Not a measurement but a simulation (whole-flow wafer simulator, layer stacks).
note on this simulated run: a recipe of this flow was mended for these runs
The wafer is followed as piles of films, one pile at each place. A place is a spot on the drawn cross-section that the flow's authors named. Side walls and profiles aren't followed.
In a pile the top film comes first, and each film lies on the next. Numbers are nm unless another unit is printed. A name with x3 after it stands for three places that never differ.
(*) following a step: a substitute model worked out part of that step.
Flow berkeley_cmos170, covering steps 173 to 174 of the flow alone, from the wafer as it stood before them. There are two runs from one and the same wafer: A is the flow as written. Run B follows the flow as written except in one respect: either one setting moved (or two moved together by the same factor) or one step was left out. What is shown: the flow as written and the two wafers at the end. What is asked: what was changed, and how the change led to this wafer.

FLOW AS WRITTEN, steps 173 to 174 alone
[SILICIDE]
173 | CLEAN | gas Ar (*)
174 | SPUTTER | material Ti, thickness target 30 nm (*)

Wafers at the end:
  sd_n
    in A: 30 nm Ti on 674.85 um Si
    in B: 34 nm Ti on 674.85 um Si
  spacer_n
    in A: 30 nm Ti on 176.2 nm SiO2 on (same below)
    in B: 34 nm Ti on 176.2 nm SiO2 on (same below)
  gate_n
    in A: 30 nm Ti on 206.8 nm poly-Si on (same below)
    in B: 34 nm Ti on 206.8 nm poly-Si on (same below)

Cause: step 174, SPUTTER: thickness target 34 nm was run, whereas the flow has thickness target 30 nm.
The wafer lets one read it off: sd_n has Ti 34, and step 174 as written asks for 30 nm.

The path from the change to this, step by step:
  174 | SPUTTER | material Ti, thickness target 30 nm (*)
      field, mark, sd_n and 10 more: A +30 Ti (new film) | B +34 Ti (new film)
